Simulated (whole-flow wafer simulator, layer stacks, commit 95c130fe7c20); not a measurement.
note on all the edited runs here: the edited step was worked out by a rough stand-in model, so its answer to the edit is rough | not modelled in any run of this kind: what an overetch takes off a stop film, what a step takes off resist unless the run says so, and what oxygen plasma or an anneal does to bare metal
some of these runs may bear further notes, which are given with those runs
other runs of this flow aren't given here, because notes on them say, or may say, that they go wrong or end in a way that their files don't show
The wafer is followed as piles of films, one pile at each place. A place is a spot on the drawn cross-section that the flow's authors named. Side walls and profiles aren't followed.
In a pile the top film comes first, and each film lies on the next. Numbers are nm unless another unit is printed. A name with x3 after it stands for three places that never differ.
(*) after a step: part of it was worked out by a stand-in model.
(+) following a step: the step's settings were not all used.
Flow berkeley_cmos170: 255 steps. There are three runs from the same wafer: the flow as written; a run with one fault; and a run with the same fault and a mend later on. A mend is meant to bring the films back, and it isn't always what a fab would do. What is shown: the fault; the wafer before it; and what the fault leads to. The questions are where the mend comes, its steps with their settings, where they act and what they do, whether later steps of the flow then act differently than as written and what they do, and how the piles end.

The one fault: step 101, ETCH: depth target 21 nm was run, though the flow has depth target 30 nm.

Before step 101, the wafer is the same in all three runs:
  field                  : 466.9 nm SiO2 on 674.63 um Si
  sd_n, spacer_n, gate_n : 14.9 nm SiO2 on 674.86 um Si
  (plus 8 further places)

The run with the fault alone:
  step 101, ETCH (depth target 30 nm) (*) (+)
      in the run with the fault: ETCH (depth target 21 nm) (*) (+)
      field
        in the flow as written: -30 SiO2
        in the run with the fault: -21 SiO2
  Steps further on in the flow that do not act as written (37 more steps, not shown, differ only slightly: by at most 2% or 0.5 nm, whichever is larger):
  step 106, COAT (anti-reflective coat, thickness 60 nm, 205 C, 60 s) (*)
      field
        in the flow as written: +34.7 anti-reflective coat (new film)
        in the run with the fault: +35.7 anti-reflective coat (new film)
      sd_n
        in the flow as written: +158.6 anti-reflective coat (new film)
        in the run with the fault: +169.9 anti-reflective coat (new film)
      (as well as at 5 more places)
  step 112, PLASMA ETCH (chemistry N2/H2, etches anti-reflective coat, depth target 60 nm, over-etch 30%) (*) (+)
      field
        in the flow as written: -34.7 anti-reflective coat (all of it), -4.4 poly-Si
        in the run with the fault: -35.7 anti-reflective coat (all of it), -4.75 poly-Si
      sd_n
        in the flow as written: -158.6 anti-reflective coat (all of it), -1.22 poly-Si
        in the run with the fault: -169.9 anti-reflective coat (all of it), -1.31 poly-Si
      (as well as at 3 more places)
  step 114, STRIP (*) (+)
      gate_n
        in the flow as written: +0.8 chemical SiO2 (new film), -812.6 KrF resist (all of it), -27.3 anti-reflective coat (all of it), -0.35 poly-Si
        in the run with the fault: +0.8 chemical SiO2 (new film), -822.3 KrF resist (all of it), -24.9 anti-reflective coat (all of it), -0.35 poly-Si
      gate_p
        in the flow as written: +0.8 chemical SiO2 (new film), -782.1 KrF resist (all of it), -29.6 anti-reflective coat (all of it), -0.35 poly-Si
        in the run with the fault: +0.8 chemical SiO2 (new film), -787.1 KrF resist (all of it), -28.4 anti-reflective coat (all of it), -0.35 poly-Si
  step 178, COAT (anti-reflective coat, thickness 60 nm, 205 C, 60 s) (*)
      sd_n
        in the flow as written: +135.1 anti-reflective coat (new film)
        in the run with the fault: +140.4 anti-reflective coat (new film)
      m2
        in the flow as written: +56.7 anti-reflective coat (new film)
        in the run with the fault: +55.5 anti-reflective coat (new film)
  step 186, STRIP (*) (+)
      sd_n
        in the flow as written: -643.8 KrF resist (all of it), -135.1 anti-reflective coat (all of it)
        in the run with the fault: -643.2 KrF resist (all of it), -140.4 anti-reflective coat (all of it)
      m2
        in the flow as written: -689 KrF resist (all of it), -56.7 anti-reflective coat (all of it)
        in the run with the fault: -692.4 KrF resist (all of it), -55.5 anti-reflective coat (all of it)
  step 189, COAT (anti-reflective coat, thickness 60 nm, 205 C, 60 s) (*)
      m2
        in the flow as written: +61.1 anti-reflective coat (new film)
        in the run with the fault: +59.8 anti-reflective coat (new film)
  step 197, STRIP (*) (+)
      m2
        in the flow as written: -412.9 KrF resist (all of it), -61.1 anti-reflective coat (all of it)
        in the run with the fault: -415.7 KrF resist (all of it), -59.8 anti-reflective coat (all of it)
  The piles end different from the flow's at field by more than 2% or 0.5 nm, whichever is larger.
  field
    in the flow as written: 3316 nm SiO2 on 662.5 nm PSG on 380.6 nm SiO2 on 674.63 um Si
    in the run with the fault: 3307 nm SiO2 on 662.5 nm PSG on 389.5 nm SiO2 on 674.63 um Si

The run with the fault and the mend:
  After step 101 comes the mend.
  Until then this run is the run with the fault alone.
  step 101a, ETCH (depth target 9 nm) (*) (+) (the flow's step 101, run once more with other settings)
      field
        -9 SiO2
  None of the later steps of the flow acts differently than as written at any place that is followed.
  By the end, the piles equal the flow's at every place that both follow.
